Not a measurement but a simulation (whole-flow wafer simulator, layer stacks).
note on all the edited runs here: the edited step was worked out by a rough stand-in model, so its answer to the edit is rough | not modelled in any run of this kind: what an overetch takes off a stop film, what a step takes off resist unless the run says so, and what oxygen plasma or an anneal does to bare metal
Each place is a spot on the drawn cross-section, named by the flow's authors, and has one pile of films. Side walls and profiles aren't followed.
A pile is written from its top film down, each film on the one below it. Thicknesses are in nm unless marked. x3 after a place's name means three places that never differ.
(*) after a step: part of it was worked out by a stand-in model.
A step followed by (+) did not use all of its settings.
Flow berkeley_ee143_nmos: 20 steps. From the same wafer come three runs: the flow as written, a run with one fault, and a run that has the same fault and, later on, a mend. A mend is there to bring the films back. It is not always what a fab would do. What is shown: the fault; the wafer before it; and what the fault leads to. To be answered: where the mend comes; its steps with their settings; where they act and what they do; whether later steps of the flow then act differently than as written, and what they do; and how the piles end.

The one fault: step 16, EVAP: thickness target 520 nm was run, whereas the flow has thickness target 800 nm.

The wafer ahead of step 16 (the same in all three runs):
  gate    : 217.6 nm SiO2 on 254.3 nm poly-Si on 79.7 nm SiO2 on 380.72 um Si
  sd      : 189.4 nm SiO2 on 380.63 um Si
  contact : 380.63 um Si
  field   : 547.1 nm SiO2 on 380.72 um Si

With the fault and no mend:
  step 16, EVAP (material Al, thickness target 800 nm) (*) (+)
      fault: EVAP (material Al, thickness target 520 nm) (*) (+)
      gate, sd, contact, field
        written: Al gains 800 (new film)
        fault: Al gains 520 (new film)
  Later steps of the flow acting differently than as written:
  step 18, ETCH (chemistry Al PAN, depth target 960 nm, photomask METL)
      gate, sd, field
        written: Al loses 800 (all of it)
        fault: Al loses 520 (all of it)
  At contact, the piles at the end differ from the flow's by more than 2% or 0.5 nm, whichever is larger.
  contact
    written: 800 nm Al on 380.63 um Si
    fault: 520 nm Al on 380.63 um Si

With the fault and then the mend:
  The mend stands after step 16.
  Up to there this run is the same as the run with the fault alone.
  step 16a, EVAP (material Al, thickness target 280 nm) (*) (+) (a further turn of the flow's step 16, with different settings)
      gate, sd, contact, field
        Al gains 280
  None of the later steps of the flow acts differently than as written at any place that is followed.
  The piles end the same as the flow's at every place that both follow.
